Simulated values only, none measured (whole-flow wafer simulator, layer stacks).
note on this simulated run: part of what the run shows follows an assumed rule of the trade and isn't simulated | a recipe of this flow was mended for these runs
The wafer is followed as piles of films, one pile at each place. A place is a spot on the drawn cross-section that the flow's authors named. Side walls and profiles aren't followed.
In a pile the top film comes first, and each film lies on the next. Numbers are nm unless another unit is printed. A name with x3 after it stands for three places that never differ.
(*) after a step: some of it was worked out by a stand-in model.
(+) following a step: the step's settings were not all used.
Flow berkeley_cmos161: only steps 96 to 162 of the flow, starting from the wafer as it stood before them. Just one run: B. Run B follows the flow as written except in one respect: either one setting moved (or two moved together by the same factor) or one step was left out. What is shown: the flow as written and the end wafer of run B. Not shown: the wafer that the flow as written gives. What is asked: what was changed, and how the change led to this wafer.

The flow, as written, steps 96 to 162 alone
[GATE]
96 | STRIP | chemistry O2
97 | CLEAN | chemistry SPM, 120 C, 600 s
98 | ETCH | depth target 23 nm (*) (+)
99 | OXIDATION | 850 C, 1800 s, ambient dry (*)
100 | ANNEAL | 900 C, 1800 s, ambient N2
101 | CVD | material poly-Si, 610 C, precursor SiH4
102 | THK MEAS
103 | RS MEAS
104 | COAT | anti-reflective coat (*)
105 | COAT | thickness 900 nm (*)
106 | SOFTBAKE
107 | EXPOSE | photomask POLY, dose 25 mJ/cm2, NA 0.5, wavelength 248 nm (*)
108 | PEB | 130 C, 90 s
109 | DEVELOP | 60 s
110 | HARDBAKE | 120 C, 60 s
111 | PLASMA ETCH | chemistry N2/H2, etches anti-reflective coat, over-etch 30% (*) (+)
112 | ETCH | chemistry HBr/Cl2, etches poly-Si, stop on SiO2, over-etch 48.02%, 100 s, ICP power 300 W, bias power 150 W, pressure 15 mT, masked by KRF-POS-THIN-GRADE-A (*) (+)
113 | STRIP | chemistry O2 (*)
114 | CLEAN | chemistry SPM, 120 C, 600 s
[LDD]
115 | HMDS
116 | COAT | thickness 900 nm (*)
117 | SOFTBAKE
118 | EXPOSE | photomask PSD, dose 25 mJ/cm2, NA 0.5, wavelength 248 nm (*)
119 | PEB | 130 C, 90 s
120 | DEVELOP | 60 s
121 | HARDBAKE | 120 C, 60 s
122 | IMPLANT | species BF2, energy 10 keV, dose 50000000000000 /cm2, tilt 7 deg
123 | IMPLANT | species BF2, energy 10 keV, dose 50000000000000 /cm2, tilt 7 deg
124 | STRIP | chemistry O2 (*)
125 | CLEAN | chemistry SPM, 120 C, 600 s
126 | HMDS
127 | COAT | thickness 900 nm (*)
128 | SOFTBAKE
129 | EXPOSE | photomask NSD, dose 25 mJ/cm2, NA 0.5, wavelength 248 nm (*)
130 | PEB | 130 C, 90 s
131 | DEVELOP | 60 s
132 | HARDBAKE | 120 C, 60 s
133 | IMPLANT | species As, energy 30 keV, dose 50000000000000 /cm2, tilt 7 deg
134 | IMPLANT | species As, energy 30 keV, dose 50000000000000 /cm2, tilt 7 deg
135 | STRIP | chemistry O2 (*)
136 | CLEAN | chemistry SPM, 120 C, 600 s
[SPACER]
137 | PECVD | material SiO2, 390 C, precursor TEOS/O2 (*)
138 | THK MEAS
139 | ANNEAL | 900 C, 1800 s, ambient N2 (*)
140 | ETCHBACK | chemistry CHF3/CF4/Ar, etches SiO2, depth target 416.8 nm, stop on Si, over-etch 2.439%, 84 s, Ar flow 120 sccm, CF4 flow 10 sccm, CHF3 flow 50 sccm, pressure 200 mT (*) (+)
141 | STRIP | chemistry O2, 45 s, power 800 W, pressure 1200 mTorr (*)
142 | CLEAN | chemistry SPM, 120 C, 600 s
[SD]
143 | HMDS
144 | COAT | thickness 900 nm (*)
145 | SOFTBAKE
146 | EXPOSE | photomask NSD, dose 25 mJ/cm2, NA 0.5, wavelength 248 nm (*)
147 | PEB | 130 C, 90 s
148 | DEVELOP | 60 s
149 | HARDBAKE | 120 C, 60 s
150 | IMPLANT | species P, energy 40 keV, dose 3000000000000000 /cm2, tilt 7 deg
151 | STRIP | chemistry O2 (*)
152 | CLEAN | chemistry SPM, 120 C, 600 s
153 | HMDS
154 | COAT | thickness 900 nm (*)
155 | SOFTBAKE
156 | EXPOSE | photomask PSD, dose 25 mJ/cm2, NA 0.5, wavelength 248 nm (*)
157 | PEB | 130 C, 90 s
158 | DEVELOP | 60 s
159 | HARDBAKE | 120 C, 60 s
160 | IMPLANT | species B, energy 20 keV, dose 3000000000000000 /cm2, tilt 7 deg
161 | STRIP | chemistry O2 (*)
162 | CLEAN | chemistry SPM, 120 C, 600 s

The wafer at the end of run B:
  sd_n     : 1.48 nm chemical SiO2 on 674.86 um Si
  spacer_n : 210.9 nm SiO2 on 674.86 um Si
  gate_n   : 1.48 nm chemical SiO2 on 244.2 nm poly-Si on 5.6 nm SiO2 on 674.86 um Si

What caused this: step 99, OXIDATION: 1080 s was run, while the flow as written has 1800 s.

The path from the change to this, step by step:
  99 | OXIDATION | 850 C, 1800 s, ambient dry (*)
      sd_n, spacer_n, gate_n, sd_p, spacer_p, gate_p, contact, m1: +5.6 SiO2 (new film), -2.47 Si (it would be, as written: +7.48 SiO2 (new film), -3.29 Si)
